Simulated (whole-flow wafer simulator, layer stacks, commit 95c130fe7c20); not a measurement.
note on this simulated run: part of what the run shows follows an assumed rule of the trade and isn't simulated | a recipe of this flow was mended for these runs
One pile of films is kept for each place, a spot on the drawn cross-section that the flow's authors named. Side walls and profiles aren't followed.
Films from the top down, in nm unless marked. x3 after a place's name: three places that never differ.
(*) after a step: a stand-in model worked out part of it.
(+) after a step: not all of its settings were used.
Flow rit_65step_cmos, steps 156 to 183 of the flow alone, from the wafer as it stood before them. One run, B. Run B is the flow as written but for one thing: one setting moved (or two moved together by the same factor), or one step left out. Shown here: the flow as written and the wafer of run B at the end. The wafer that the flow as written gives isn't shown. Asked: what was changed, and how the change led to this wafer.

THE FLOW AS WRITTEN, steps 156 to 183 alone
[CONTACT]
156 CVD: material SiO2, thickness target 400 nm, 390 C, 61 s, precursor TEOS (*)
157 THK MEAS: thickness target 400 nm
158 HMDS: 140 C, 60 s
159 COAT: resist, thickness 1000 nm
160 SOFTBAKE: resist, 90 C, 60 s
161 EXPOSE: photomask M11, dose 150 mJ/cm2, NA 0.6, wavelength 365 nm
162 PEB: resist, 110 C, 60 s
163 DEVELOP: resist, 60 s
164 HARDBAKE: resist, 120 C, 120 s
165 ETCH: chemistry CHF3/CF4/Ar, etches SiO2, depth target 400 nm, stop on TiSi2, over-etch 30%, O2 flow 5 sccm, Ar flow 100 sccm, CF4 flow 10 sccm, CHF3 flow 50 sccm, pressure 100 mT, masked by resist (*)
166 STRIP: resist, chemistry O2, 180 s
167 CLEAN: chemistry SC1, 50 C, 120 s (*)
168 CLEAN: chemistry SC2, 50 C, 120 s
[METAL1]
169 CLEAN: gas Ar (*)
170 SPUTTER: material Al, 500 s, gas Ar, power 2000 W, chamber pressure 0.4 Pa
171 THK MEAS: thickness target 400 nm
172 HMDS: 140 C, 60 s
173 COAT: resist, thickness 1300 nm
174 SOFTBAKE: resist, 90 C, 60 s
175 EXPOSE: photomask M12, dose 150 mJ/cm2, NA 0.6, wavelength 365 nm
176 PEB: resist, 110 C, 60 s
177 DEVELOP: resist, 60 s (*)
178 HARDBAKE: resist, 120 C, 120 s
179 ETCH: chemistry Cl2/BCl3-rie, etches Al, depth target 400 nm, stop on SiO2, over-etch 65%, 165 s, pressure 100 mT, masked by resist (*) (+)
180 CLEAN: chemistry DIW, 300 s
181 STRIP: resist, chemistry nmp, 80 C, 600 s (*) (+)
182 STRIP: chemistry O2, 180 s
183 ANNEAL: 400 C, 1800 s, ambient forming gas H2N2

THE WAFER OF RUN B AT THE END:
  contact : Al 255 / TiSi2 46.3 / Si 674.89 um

The cause: step 165, ETCH: over-etch 36% was run, where the flow has over-etch 30%.

How the change led to this, step by step:
  165 ETCH: chemistry CHF3/CF4/Ar, etches SiO2, depth target 400 nm, stop on TiSi2, over-etch 30%, O2 flow 5 sccm, Ar flow 100 sccm, CF4 flow 10 sccm, CHF3 flow 50 sccm, pressure 100 mT, masked by resist (*)
      field, field_pw, field_nw and 10 more: resist -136 (as written it would be: resist -130)
      contact: SiO2 -400 (all of it), TiSi2 -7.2 (as written it would be: SiO2 -400 (all of it), TiSi2 -6)
